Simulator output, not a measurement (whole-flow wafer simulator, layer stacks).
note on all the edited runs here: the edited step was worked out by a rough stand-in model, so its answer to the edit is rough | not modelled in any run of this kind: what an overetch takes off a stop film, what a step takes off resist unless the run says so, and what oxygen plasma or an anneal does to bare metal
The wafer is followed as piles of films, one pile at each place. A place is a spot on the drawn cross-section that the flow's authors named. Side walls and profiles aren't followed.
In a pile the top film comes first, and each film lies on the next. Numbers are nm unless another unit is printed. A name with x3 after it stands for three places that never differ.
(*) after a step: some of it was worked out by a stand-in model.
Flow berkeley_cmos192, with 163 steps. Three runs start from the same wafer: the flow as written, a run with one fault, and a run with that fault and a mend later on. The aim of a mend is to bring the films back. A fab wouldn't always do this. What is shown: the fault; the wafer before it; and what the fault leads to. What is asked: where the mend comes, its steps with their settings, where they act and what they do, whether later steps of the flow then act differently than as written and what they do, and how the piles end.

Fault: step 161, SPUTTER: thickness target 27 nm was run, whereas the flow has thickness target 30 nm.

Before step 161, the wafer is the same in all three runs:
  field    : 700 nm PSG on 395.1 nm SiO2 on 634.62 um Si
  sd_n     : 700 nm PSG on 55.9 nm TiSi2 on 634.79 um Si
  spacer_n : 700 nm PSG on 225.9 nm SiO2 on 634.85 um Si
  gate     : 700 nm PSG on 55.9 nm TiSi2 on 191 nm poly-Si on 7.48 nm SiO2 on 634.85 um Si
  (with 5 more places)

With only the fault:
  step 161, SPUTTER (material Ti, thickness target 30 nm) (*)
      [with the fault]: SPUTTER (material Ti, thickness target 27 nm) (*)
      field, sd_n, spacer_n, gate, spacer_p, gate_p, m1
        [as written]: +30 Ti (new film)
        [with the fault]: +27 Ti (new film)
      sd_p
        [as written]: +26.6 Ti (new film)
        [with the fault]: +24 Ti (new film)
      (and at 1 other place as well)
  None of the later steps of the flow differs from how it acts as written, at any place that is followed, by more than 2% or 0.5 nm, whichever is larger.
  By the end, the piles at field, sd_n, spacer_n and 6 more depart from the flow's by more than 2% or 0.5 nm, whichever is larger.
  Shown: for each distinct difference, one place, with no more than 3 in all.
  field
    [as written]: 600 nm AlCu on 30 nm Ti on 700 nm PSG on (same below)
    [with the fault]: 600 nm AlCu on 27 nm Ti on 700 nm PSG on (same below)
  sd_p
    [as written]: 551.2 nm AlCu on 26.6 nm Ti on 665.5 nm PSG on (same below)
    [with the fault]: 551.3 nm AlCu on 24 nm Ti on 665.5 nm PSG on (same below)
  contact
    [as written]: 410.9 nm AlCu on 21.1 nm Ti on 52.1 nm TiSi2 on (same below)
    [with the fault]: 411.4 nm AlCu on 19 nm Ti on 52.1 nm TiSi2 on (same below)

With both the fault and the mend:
  The mend stands after step 161.
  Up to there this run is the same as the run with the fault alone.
  step 161a, SPUTTER (material Ti, thickness target 3.063 nm) (*) (the flow's step 161, run once more with other settings)
      field, sd_n, spacer_n, gate, spacer_p, gate_p, m1
        +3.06 Ti
      sd_p
        +2.71 Ti
      contact
        +2.14 Ti
  None of the later steps of the flow acts differently than as written at any place that is followed.
  The piles end only slightly different from the flow's at the places that both follow, by no more than 2% or 0.5 nm, whichever is larger.
